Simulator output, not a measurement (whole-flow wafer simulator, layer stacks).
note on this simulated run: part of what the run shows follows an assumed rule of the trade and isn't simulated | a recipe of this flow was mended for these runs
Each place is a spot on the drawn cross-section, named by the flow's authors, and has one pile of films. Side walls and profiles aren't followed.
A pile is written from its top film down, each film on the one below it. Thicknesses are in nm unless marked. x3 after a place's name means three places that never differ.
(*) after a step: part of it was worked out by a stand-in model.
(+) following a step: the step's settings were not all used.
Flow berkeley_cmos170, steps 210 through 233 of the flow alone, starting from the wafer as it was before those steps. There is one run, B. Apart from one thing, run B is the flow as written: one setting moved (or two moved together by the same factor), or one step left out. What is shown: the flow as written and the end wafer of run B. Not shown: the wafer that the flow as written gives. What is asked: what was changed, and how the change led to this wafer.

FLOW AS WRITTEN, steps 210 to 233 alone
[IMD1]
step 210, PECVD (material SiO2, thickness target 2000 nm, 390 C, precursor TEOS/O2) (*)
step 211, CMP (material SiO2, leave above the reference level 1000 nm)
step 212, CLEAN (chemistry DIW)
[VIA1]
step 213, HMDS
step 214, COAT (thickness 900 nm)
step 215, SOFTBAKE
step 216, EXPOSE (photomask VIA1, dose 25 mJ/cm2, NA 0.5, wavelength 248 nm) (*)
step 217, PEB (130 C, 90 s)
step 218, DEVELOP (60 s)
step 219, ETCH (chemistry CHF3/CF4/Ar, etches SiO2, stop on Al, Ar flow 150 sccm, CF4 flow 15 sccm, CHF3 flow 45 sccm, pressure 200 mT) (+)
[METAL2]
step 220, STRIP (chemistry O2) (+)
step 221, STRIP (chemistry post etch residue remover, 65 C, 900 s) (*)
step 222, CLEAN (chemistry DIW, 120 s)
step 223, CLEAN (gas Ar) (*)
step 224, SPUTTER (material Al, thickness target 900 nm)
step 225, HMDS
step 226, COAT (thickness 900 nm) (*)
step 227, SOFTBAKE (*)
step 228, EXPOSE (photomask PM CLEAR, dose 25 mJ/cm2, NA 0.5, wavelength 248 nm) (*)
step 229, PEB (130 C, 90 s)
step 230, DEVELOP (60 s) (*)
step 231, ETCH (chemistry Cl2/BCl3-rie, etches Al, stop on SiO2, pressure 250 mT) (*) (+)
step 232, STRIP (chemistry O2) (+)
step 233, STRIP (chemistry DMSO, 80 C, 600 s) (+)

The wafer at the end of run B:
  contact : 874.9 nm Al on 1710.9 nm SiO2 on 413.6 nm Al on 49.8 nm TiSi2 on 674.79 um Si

What caused this: step 210, PECVD: thickness target 1760 nm was run, while the flow as written has thickness target 2000 nm.

Step by step, how the change led to this:
  step 210, PECVD (material SiO2, thickness target 2000 nm, 390 C, precursor TEOS/O2) (*)
      field, mark, sd_n and 8 more: +1760 SiO2 (new film) (as written it would have been: +2000 SiO2 (new film))
      sd_p: +1739.3 SiO2 (new film) (as written it would have been: +1975.9 SiO2 (new film))
      (as well as at 1 more place)
  step 211, CMP (material SiO2, leave above the reference level 1000 nm)
      contact: nothing (as written it would have been: -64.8 SiO2)
      m1, via1, m2, via2: -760 SiO2 (as written it would have been: -1000 SiO2)
      (as well as at 8 more places)
  step 214, COAT (thickness 900 nm)
      contact: +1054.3 KrF-resist (new film) (as written it would have been: +900 KrF-resist (new film))
  step 220, STRIP (chemistry O2) (+)
      contact: -761.6 KrF-resist (all of it) (as written it would have been: -607.6 KrF-resist (all of it))
  step 224, SPUTTER (material Al, thickness target 900 nm)
      contact: +874.9 Al (new film) (as written it would have been: +900 Al (new film))
  step 226, COAT (thickness 900 nm) (*)
      contact: +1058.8 KrF-resist (new film) (as written it would have been: +889.8 KrF-resist (new film))
  step 232, STRIP (chemistry O2) (+)
      sd_n: -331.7 KrF-resist (all of it) (as written it would have been: -347 KrF-resist (all of it))
      contact: -508.1 KrF-resist (all of it) (as written it would have been: -339.5 KrF-resist (all of it))
